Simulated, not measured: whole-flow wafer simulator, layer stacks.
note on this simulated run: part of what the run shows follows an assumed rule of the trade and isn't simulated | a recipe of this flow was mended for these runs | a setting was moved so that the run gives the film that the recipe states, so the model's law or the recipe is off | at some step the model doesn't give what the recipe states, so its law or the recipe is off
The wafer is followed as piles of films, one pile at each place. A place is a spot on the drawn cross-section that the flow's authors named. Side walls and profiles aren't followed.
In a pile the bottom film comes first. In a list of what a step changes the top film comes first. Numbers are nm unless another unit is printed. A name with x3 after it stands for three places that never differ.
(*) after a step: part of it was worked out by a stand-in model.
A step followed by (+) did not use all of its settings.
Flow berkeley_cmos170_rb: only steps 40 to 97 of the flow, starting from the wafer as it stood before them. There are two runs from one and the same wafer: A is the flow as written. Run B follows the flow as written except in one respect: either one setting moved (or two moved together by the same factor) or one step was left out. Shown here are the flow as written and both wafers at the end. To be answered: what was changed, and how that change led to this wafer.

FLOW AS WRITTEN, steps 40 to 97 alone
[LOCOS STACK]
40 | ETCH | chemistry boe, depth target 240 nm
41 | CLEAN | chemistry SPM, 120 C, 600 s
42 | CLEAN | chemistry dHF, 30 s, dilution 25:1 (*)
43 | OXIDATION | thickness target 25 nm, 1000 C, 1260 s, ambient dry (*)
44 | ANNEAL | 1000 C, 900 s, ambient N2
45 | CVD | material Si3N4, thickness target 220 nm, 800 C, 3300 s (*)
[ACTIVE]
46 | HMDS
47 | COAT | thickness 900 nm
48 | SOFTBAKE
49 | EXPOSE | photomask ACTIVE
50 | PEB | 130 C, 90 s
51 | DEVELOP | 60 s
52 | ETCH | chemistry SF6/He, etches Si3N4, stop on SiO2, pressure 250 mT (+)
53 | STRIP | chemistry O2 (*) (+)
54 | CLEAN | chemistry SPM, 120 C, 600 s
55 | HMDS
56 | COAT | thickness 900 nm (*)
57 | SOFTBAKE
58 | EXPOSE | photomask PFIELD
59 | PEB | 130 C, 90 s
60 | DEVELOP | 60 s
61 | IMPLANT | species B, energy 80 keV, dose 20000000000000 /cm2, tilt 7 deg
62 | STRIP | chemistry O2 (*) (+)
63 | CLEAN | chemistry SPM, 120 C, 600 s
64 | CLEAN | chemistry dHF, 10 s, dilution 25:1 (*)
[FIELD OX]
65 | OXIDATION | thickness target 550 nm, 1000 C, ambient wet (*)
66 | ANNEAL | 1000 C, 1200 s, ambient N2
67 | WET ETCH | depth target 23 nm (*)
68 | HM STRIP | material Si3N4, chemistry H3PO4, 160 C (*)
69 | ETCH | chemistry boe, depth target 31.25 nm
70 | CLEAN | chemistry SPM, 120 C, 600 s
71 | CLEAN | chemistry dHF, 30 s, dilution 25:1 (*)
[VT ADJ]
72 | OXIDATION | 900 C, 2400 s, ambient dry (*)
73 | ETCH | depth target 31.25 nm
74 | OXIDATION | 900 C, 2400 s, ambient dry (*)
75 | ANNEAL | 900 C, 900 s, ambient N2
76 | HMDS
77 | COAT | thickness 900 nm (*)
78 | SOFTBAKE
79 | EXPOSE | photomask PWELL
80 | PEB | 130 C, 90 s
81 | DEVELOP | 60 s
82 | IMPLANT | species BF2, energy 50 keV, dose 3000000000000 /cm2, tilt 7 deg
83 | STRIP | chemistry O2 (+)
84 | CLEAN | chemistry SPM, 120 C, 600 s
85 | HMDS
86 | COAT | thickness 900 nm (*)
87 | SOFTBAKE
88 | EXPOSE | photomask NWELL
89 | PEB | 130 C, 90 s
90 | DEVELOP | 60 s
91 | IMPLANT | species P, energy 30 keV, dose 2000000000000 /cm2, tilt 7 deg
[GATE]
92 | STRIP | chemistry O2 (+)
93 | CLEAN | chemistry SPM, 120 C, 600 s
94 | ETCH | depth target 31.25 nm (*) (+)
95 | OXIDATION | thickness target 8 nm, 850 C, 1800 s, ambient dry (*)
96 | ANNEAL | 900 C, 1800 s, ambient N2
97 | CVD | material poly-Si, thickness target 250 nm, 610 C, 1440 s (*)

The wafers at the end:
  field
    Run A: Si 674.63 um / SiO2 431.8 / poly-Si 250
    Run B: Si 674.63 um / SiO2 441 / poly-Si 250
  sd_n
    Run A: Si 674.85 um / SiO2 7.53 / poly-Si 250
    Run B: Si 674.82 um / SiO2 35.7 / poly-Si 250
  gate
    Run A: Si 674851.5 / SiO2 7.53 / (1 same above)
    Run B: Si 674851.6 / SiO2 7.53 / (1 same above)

The reason: step 45, CVD: 680 C was run, while the flow as written has 800 C.

The path from the change to this, step by step:
  45 | CVD | material Si3N4, thickness target 220 nm, 800 C, 3300 s (*)
      field, sd_n, spacer_n and 6 more: A +220 Si3N4 (new film) | B +22.9 Si3N4 (new film)
  52 | ETCH | chemistry SF6/He, etches Si3N4, stop on SiO2, pressure 250 mT (+)
      sd_n, spacer_n, gate, sd_p, spacer_p, gate_p, contact, m1: A -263 KrF-resist | B -48.8 KrF-resist
      field: A -220 Si3N4 (all of it), -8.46 SiO2 | B -22.9 Si3N4 (all of it), -8.46 SiO2
  53 | STRIP | chemistry O2 (*) (+)
      sd_n, spacer_n, gate, sd_p, spacer_p, gate_p, contact, m1: A -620 KrF-resist (all of it) | B -834.3 KrF-resist (all of it)
  56 | COAT | thickness 900 nm (*)
      field: A +962.5 KrF-resist (new film) | B +908.5 KrF-resist (new film)
      sd_n: A +782.7 KrF-resist (new film) | B +883.8 KrF-resist (new film)
      (also at 7 further places)
  60 | DEVELOP | 60 s
      field: A -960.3 KrF-resist (all of it) | B -906.5 KrF-resist (all of it)
  62 | STRIP | chemistry O2 (*) (+)
      sd_n: A -766.1 KrF-resist (all of it) | B -866.8 KrF-resist (all of it)
      spacer_n: A -799.5 KrF-resist (all of it) | B -871 KrF-resist (all of it)
      (also at 6 further places)
  65 | OXIDATION | thickness target 550 nm, 1000 C, ambient wet (*)
      gate: A +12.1 SiO2 (new film), -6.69 Si3N4, +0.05 SiO2, -0.05 Si | B +12.1 SiO2 (new film), -6.69 Si3N4
      sd_n: A +12.1 SiO2 (new film), -6.69 Si3N4, +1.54 SiO2, -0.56 Si | B +12.1 SiO2 (new film), -6.69 Si3N4, +95.3 SiO2, -43.3 Si
      (also at 1 further place)
  68 | HM STRIP | material Si3N4, chemistry H3PO4, 160 C (*)
      sd_n, spacer_n, gate, sd_p, spacer_p, gate_p, contact, m1: A -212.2 Si3N4 (all of it), -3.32 SiO2 | B -15.1 Si3N4 (all of it), -0.24 SiO2
      field: A -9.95 SiO2 | B -0.71 SiO2
  69 | ETCH | chemistry boe, depth target 31.25 nm
      sd_n: A -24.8 SiO2 (all of it) | B -31.2 SiO2
      sd_p: A -23.3 SiO2 (all of it) | B -31.2 SiO2
      (also at 6 further places)
  70 | CLEAN | chemistry SPM, 120 C, 600 s
      sd_n, sd_p: A +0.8 chemical SiO2 (new film), -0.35 Si | B nothing
  71 | CLEAN | chemistry dHF, 30 s, dilution 25:1 (*)
      sd_n, sd_p: A -0.8 chemical SiO2 (all of it) | B -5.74 SiO2
  72 | OXIDATION | 900 C, 2400 s, ambient dry (*)
      sd_n: A +15 SiO2 (new film), -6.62 Si | B +4.72 SiO2, -2.08 Si
      sd_p: A +15 SiO2 (new film), -6.62 Si | B +10 SiO2, -4.4 Si
  73 | ETCH | depth target 31.25 nm
      sd_n, sd_p: A -15 SiO2 (all of it) | B -31.2 SiO2
  74 | OXIDATION | 900 C, 2400 s, ambient dry (*)
      sd_n: A +15 SiO2 (new film), -6.62 Si | B +5.4 SiO2, -2.37 Si
      sd_p: A +15 SiO2 (new film), -6.62 Si | B +14.5 SiO2, -6.39 Si
  94 | ETCH | depth target 31.25 nm (*) (+)
      sd_n: A -15 SiO2 (all of it) | B -31.2 SiO2
  95 | OXIDATION | thickness target 8 nm, 850 C, 1800 s, ambient dry (*)
      sd_n: A +7.53 SiO2 (new film), -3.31 Si | B +3.47 SiO2, -1.52 Si
